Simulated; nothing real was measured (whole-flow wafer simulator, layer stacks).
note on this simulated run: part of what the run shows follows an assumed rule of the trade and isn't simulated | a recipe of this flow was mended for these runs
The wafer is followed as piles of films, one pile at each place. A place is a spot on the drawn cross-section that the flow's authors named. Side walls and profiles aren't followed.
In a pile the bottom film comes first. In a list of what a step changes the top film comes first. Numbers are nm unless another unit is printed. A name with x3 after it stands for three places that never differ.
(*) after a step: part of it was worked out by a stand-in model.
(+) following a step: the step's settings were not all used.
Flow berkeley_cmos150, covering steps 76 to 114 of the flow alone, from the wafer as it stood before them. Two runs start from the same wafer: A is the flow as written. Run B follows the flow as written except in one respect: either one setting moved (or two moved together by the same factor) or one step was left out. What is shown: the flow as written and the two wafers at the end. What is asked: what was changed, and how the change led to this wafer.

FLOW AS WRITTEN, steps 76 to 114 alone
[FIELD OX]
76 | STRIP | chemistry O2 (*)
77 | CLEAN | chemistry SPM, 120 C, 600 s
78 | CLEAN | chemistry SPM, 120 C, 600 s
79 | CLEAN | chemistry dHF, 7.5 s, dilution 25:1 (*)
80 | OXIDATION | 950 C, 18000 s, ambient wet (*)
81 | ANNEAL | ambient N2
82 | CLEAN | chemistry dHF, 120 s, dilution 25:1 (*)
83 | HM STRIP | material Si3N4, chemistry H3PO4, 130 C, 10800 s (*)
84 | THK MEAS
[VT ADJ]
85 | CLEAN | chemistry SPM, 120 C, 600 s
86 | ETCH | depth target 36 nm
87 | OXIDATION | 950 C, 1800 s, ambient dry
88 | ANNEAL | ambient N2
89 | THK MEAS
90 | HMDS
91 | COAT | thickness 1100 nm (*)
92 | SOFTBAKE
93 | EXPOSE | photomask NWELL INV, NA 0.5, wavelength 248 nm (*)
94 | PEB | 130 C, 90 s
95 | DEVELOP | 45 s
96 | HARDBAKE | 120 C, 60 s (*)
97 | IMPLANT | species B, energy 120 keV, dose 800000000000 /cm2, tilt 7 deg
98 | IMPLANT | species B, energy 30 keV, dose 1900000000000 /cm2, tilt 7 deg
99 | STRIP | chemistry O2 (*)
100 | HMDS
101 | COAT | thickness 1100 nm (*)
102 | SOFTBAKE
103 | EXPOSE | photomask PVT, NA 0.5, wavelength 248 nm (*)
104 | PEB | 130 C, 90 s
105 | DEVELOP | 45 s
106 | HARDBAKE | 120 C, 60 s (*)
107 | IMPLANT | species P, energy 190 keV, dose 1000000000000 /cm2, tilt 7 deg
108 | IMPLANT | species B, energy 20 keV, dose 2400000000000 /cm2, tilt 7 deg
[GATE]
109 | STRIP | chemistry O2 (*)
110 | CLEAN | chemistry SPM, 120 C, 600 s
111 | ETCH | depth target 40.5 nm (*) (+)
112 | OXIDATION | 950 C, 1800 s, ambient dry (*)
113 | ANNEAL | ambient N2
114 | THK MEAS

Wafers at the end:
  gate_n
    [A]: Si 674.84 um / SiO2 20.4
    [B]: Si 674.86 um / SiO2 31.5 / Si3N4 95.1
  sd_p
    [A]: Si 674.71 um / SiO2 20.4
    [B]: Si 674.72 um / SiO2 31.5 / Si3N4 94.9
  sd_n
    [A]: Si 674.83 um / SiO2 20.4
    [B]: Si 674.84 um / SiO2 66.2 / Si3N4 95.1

What caused this: step 83, HM STRIP: material Si3N4, chemistry H3PO4, 130 C, 10800 s (*), was not run.

How this came from the change, step by step:
  86 | ETCH | depth target 36 nm
      gate_n, sd_p, gate_p, contact, m1: A -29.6 SiO2 (all of it) | B -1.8 Si3N4
      sd_n: A -36 SiO2 | B -1.8 Si3N4
  87 | OXIDATION | 950 C, 1800 s, ambient dry
      gate_n, sd_p, gate_p, contact, m1: A +20.4 SiO2 (new film), -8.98 Si | B nothing
      sd_n: A +12.1 SiO2, -5.32 Si | B nothing
  91 | COAT | thickness 1100 nm (*)
      field: A +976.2 thick-KrF-resist (new film) | B +1013.8 thick-KrF-resist (new film)
      field_p: A +1087.8 thick-KrF-resist (new film) | B +1125.2 thick-KrF-resist (new film)
      (as well as at 6 more places)
  95 | DEVELOP | 45 s
      field: A -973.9 thick-KrF-resist (all of it) | B -1011.3 thick-KrF-resist (all of it)
      sd_n: A -1239.9 thick-KrF-resist (all of it) | B -1163.5 thick-KrF-resist (all of it)
      (as well as at 3 more places)
  99 | STRIP | chemistry O2 (*)
      field_p: A -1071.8 thick-KrF-resist (all of it) | B -1109.1 thick-KrF-resist (all of it)
      sd_p: A -1300.7 thick-KrF-resist (all of it) | B -1242.7 thick-KrF-resist (all of it)
      (as well as at 1 more place)
  101 | COAT | thickness 1100 nm (*)
      field: A +976.2 thick-KrF-resist (new film) | B +1013.8 thick-KrF-resist (new film)
      field_p: A +1087.8 thick-KrF-resist (new film) | B +1125.2 thick-KrF-resist (new film)
      (as well as at 6 more places)
  105 | DEVELOP | 45 s
      sd_p: A -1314 thick-KrF-resist (all of it) | B -1256 thick-KrF-resist (all of it)
      gate_p: A -1288.3 thick-KrF-resist (all of it) | B -1239.9 thick-KrF-resist (all of it)
  109 | STRIP | chemistry O2 (*)
      field: A -960.6 thick-KrF-resist (all of it) | B -998 thick-KrF-resist (all of it)
      field_p: A -1071.8 thick-KrF-resist (all of it) | B -1109.1 thick-KrF-resist (all of it)
      (as well as at 4 more places)
  111 | ETCH | depth target 40.5 nm (*) (+)
      gate_n, contact, m1: A -20.4 SiO2 (all of it) | B -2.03 Si3N4
      sd_p, gate_p: A -20.4 SiO2 (all of it) | B -2.02 Si3N4
      (as well as at 1 more place)
  112 | OXIDATION | 950 C, 1800 s, ambient dry (*)
      sd_n, gate_n, sd_p, gate_p, contact, m1: A +20.4 SiO2 (new film), -8.98 Si | B nothing
